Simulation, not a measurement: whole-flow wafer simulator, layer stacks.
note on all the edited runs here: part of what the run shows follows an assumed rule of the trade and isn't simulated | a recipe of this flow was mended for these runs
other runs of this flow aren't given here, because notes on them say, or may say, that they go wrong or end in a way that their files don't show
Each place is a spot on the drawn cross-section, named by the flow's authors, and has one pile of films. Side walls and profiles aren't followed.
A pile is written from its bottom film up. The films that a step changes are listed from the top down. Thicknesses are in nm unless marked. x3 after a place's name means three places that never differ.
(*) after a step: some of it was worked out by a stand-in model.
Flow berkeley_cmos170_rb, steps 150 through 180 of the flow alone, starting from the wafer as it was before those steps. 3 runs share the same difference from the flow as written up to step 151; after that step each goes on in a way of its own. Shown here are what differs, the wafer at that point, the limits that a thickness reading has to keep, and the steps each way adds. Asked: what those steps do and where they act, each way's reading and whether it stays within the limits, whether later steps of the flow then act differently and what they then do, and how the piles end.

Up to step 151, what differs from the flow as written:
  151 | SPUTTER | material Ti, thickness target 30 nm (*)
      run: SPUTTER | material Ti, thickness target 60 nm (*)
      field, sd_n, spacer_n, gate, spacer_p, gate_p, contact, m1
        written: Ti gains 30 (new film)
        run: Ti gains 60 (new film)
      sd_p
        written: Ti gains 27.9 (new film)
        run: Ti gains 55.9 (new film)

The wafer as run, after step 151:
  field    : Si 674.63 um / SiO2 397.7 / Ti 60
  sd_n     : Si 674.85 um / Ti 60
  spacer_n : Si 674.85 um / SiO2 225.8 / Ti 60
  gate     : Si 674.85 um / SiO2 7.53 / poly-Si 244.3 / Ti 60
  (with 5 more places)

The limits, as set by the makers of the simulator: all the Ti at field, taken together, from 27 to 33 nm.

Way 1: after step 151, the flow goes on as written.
  Reading after step 151: 60 nm, not within the limits.
  Steps further on in the flow that do not act as written (12 other steps are not shown; they differ only slightly, by no more than 2% or 0.5 nm, whichever is larger):
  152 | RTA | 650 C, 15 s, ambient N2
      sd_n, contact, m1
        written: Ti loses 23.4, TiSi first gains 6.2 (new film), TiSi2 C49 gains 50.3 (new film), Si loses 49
        way: Ti loses 32.8, TiSi first gains 33.4 (new film), TiSi2 C49 gains 33.6 (new film), Si loses 52.2
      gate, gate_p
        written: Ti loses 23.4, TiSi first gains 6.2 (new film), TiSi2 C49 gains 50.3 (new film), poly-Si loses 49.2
        way: Ti loses 32.8, TiSi first gains 33.4 (new film), TiSi2 C49 gains 33.6 (new film), poly-Si loses 52.4
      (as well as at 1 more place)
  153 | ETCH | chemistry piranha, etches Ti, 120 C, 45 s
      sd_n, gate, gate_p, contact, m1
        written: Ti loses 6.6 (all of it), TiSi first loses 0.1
        way: Ti loses 27.2 (all of it), TiSi first loses 0.08
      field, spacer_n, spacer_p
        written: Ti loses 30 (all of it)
        way: Ti loses 60 (all of it)
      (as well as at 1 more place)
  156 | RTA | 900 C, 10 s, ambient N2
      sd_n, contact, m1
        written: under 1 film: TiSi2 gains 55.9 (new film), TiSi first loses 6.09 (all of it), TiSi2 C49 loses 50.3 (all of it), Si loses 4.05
        way: under 1 film: TiSi2 gains 78.4 (new film), TiSi first loses 33.3 (all of it), TiSi2 C49 loses 33.6 (all of it), Si loses 22.1
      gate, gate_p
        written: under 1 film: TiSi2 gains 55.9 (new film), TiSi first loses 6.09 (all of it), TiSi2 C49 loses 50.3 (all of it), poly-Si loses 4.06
        way: under 1 film: TiSi2 gains 78.4 (new film), TiSi first loses 33.3 (all of it), TiSi2 C49 loses 33.6 (all of it), poly-Si loses 22.2
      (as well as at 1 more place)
  By the end, the piles at sd_n, gate, sd_p, gate_p, contact, m1 depart from the flow's by more than 2% or 0.5 nm, whichever is larger.
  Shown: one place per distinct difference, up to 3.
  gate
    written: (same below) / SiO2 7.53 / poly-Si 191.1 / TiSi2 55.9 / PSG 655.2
    way: (same below) / SiO2 7.53 / poly-Si 169.7 / TiSi2 78.4 / PSG 655.2
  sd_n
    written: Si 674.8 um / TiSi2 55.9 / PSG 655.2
    way: Si 674.77 um / TiSi2 78.4 / PSG 655.2
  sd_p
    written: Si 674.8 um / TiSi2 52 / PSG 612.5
    way: Si 674.77 um / TiSi2 78.4 / PSG 614.5

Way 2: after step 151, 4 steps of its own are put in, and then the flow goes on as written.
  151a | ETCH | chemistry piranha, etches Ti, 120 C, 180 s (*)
      field, sd_n, spacer_n, gate, spacer_p, gate_p, contact, m1
        Ti loses 60 (all of it)
      sd_p
        Ti loses 55.9 (all of it)
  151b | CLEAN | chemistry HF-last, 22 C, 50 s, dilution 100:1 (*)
      spacer_n, spacer_p
        SiO2 loses 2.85
      field
        SiO2 loses 2.18
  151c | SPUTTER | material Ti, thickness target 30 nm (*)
      field, sd_n, spacer_n, gate, spacer_p, gate_p, contact, m1
        Ti gains 30 (new film)
      sd_p
        Ti gains 28 (new film)
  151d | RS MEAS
      does not change any film at any place that is followed
  Reading after step 151d: 30 nm, inside the limits.
  Later steps of the flow that are run all act as written at every place that is followed, up to a difference of at most 2% or 0.5 nm, whichever is larger.
  At the end the piles are close to the flow's at the places that both follow, differing by at most 2% or 0.5 nm, whichever is larger.

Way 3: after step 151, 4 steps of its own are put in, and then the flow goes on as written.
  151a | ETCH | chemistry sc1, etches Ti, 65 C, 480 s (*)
      field, spacer_n, spacer_p
        Ti loses 60 (all of it), SiO2 loses 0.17
      sd_n, contact, m1
        Ti loses 60 (all of it), Si loses 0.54
      gate, gate_p
        Ti loses 60 (all of it), poly-Si loses 0.54
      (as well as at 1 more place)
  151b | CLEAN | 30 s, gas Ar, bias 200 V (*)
      field, spacer_n, spacer_p
        SiO2 loses 4
      gate, gate_p
        poly-Si loses 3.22
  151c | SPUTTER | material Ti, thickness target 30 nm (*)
      field, sd_n, spacer_n, gate, spacer_p, gate_p, contact, m1
        Ti gains 30 (new film)
      sd_p
        Ti gains 28 (new film)
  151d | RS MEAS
      does not change any film at any place that is followed
  Reading after step 151d: 30 nm, inside the limits.
  Later steps of the flow that are run all act as written at every place that is followed, up to a difference of at most 2% or 0.5 nm, whichever is larger.
  At the end the piles are close to the flow's at the places that both follow, differing by at most 2% or 0.5 nm, whichever is larger.

Inside the limits: way 2, way 3. Outside the limits: way 1.
